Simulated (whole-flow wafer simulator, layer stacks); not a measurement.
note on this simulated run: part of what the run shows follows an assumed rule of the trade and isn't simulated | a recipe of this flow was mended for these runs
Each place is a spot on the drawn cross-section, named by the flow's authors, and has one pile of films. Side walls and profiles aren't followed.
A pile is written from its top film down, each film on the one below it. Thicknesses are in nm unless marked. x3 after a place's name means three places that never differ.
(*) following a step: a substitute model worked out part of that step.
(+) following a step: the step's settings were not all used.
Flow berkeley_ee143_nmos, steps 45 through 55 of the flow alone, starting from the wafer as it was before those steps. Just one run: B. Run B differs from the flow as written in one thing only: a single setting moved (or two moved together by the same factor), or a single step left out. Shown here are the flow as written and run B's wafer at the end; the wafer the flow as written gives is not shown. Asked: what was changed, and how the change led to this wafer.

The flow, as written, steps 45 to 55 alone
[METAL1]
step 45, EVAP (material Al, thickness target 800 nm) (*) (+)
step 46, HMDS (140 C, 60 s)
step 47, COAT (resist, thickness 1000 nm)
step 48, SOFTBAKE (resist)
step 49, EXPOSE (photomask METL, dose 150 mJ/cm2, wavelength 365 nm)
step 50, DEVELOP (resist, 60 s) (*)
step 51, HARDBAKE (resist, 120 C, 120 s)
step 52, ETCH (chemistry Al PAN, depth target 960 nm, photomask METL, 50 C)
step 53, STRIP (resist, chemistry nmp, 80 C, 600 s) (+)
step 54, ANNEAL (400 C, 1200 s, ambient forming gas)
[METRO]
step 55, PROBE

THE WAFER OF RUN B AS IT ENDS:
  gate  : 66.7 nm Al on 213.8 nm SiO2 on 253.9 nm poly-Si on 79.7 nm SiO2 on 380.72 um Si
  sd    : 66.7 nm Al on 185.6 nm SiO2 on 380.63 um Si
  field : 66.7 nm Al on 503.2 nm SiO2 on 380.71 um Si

The reason: step 45, EVAP: thickness target 1040 nm was run, whereas the flow has thickness target 800 nm.

How this came from the change, step by step:
  step 45, EVAP (material Al, thickness target 800 nm) (*) (+)
      gate, sd, contact, field: +1040 Al (new film) (it would be, as written: +800 Al (new film))
  step 52, ETCH (chemistry Al PAN, depth target 960 nm, photomask METL, 50 C)
      gate, sd, field: -960 Al (it would be, as written: -786.7 Al (all of it))
Taking metal films that touch as one body, gate has 1 body; the flow as written gives 0 bodies.
Taking metal films that touch as one body, sd has 1 body; the flow as written gives 0 bodies.
Taking metal films that touch as one body, field has 1 body; the flow as written gives 0 bodies.
